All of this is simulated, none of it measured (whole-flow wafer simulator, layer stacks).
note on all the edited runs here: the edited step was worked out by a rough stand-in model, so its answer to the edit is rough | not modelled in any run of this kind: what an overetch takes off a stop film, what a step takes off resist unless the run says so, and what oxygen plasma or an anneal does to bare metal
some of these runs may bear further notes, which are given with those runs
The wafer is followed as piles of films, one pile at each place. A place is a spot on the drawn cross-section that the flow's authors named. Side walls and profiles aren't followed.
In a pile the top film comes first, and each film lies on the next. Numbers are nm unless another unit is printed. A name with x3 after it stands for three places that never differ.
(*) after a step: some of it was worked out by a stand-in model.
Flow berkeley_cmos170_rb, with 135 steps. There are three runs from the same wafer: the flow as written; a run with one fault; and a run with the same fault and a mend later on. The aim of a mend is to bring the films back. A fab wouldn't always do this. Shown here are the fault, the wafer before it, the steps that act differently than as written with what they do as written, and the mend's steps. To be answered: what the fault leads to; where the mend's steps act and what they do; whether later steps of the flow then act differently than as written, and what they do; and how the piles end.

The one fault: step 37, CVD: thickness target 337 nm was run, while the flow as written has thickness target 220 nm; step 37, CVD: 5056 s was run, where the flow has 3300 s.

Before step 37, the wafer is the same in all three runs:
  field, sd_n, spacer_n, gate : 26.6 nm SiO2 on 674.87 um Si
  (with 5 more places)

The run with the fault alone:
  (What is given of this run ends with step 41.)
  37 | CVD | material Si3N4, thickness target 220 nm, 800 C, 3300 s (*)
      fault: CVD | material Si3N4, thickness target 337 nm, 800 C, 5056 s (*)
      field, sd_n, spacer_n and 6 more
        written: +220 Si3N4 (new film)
        fault: +337 Si3N4 (new film)
  Later steps of the flow up to step 41 that are run all act as written at every place that is followed.
  After step 41, at field, sd_n, spacer_n and 6 more, the piles differ from the flow's by more than 2% or 0.5 nm, whichever is larger.
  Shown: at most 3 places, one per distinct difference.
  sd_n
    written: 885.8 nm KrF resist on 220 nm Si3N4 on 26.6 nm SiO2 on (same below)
    fault: 885.8 nm KrF resist on 337 nm Si3N4 on 26.6 nm SiO2 on (same below)
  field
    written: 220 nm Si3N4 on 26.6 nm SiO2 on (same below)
    fault: 337 nm Si3N4 on 26.6 nm SiO2 on (same below)

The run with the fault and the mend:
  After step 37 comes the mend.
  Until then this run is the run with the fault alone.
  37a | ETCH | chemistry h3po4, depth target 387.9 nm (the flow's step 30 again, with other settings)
      field, sd_n, spacer_n and 6 more
        -337 Si3N4 (all of it)
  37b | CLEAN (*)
      alters no film at any place that is followed
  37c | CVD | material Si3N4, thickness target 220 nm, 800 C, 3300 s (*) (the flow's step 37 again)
      field, sd_n, spacer_n and 6 more
        +220 Si3N4 (new film)
  Later steps of the flow that are run all act as written at every place that is followed.
  At every place that both follow, the piles at the end match the flow's.
